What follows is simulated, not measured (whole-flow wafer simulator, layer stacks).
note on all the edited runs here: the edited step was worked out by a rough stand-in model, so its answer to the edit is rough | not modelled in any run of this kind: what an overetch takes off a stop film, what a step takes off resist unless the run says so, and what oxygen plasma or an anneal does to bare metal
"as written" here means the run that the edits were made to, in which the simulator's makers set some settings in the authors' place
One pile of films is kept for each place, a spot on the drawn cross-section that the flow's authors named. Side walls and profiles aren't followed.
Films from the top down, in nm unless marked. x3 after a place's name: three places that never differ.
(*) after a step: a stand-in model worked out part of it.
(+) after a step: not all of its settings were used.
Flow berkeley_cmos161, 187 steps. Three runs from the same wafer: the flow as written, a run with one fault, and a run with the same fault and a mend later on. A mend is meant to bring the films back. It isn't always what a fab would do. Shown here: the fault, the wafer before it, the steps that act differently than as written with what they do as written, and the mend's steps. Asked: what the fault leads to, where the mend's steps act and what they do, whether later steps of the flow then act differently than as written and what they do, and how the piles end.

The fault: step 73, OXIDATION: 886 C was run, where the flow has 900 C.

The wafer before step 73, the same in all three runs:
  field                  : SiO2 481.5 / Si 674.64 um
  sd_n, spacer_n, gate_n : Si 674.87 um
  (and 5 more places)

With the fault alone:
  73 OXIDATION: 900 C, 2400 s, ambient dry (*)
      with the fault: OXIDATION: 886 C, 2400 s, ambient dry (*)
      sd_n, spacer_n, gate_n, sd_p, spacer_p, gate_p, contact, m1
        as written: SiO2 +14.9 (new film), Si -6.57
        with the fault: SiO2 +13 (new film), Si -5.72
  Later steps of the flow that act differently than as written (47 more steps differ only slightly, by at most 2% or 0.5 nm, whichever is larger, and aren't shown):
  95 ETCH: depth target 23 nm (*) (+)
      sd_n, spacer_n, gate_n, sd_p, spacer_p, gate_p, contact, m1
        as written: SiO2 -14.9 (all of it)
        with the fault: SiO2 -13 (all of it)
  At the end the piles differ from the flow's only slightly at the places that both follow, by at most 2% or 0.5 nm, whichever is larger.

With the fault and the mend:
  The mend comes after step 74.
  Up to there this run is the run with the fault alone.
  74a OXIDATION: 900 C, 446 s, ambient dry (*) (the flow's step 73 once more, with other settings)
      sd_n, spacer_n, gate_n, sd_p, spacer_p, gate_p, contact, m1
        SiO2 +1.89, Si -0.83
      field
        SiO2 +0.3, Si -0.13
  No later step of the flow acts differently than as written, at any place that is followed, by more than 2% or 0.5 nm, whichever is larger.
  At the end the piles are the same as the flow's at every place that both follow.
